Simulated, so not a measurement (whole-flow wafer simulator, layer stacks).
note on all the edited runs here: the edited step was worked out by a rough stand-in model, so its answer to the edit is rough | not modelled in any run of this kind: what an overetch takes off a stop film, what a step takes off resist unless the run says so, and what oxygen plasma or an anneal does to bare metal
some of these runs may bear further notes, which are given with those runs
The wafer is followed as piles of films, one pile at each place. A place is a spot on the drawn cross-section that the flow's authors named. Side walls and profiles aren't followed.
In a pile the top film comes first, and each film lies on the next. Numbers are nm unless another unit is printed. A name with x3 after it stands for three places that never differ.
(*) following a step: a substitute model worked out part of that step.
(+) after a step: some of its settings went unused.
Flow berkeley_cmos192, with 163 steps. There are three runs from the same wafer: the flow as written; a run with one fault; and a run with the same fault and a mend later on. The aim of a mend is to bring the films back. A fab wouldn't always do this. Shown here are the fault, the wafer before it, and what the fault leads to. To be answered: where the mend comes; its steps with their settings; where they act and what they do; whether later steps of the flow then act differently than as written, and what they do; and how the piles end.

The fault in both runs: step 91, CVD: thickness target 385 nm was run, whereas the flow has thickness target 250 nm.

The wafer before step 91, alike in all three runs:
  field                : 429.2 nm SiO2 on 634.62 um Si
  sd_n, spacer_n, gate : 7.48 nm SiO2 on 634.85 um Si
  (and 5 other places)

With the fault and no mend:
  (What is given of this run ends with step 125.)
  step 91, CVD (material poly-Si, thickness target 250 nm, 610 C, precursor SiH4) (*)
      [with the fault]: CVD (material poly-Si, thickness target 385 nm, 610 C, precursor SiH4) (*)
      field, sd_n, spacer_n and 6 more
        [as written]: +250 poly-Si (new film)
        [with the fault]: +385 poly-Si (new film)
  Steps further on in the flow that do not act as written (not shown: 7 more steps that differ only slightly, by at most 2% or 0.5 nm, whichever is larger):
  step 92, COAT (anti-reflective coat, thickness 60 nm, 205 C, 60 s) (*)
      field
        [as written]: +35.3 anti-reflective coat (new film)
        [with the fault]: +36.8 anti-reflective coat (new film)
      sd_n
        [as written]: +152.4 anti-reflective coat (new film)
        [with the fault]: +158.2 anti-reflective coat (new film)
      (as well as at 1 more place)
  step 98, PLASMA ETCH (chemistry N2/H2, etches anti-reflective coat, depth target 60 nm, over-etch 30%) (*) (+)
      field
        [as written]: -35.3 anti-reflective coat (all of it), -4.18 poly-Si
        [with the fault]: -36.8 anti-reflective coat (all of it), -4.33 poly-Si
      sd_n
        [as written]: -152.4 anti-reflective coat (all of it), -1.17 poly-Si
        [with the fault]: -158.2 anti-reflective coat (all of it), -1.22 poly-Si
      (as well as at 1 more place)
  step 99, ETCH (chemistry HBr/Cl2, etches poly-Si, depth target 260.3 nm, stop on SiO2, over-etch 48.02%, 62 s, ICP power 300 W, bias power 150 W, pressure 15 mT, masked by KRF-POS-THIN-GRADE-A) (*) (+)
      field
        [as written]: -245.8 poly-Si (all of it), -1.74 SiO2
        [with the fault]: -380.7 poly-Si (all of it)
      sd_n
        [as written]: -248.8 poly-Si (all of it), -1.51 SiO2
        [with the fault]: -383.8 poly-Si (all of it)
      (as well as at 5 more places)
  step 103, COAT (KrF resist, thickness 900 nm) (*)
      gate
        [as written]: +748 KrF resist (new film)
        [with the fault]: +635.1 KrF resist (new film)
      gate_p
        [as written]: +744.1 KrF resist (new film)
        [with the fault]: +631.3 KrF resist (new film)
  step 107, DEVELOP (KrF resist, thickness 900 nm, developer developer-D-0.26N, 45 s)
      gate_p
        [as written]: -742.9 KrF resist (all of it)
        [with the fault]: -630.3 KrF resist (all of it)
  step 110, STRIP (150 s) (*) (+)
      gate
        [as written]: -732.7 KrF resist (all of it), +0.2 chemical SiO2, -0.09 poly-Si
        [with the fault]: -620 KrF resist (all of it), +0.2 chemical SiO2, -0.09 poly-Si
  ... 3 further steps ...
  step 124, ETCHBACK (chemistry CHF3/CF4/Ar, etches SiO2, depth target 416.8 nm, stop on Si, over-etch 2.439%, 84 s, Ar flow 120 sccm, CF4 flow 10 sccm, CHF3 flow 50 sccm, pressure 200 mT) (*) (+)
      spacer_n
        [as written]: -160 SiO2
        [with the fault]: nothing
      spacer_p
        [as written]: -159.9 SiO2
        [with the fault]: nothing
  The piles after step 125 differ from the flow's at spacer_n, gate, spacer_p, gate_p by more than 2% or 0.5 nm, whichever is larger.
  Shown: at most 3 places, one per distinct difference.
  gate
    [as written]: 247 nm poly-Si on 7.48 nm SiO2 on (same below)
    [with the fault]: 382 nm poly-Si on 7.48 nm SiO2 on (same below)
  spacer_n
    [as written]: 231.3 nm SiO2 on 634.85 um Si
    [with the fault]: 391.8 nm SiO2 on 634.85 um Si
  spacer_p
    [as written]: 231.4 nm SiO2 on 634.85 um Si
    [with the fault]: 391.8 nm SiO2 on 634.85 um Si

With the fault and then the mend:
  After step 91 comes the mend.
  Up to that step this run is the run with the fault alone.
  step 91a, ETCH (chemistry tmah, depth target 135 nm)
      field, sd_n, spacer_n and 6 more
        -135 poly-Si
  Every later step of the flow that is run acts as written at every place that is followed.
  At every place that both follow, the piles at the end match the flow's.
